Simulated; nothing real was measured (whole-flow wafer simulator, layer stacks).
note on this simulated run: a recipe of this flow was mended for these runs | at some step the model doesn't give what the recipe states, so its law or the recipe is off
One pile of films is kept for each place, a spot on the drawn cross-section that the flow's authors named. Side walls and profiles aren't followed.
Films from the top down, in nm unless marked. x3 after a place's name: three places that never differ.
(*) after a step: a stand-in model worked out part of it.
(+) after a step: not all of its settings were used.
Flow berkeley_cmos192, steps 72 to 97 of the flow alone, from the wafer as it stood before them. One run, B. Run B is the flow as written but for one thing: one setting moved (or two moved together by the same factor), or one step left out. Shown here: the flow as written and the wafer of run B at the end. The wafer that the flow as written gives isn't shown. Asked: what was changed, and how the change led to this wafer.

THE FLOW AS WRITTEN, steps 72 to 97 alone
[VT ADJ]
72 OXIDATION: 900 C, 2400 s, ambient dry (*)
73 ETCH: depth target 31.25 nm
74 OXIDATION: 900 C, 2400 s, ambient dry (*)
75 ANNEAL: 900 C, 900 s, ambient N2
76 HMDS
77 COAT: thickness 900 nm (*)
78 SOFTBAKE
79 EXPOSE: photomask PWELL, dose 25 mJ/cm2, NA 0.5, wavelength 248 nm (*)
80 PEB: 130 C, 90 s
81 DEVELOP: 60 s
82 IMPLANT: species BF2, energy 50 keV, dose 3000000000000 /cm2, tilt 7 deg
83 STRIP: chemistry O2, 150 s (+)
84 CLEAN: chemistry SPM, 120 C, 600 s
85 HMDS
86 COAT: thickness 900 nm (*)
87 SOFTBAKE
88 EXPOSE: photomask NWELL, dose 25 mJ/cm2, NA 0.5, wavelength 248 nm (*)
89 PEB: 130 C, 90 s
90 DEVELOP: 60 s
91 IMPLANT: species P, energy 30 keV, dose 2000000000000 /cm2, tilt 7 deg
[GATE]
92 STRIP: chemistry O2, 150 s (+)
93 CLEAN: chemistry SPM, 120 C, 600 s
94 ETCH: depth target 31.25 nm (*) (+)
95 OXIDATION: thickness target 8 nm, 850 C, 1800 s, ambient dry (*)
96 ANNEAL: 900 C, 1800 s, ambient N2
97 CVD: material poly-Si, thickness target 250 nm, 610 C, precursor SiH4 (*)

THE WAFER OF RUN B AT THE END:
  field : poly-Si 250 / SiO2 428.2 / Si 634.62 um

The cause: step 94, ETCH: depth target 18.76 nm was run, where the flow has depth target 31.25 nm.

How the change led to this, step by step:
  94 ETCH: depth target 31.25 nm (*) (+)
      field: SiO2 -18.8 (as written it would be: SiO2 -31.2)
